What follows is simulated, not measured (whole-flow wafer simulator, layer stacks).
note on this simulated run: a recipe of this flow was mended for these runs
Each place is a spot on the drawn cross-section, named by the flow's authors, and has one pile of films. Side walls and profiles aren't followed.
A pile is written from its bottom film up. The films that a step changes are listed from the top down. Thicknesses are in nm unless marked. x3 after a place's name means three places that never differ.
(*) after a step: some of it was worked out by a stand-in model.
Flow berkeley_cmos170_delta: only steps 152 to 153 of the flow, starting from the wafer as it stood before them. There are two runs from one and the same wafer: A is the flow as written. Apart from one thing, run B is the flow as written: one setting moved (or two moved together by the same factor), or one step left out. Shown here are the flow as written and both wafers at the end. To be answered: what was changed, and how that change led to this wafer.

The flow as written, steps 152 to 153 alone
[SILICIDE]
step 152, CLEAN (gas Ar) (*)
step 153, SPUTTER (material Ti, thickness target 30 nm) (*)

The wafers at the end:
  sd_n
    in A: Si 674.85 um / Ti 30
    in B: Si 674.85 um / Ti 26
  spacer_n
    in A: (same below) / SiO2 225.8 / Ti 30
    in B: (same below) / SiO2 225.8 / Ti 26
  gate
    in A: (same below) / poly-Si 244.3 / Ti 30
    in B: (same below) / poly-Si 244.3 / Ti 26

The reason: step 153, SPUTTER: thickness target 26 nm was run, while the flow as written has thickness target 30 nm.
One can read it off the wafer: sd_n has Ti 26, and step 153 as written asks for 30 nm.

Step by step, how the change led to this:
  step 153, SPUTTER (material Ti, thickness target 30 nm) (*)
      field, sd_n, spacer_n, gate, spacer_p, gate_p, contact x2: A +30 Ti (new film) | B +26 Ti (new film)
      sd_p: A +27.5 Ti (new film) | B +23.8 Ti (new film)
